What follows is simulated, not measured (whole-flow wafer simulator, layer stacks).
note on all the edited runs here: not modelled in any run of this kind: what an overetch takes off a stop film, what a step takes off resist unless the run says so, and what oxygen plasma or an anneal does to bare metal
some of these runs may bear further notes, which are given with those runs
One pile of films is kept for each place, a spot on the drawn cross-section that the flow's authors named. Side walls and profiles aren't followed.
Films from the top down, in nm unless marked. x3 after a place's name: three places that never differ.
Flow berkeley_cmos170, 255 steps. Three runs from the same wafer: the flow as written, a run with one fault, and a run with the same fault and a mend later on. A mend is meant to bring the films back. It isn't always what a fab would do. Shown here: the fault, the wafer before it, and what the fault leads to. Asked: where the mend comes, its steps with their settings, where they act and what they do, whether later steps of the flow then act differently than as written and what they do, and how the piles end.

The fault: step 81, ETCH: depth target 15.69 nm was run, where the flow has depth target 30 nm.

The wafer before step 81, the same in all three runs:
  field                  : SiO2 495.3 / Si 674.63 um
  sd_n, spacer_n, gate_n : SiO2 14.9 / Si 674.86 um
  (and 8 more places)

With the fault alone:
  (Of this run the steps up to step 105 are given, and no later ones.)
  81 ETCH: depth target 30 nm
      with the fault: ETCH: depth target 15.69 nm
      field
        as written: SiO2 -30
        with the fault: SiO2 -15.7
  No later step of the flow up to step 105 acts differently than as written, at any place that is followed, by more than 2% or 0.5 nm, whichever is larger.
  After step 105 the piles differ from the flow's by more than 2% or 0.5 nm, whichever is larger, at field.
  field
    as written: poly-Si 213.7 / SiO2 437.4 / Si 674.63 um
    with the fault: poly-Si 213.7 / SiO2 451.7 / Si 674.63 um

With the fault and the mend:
  The mend comes after step 81.
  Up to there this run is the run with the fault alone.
  81a ETCH: depth target 14.31 nm (the flow's step 81 once more, with other settings)
      field
        SiO2 -14.3
  No later step of the flow acts differently than as written at any place that is followed.
  At the end the piles are the same as the flow's at every place that both follow.
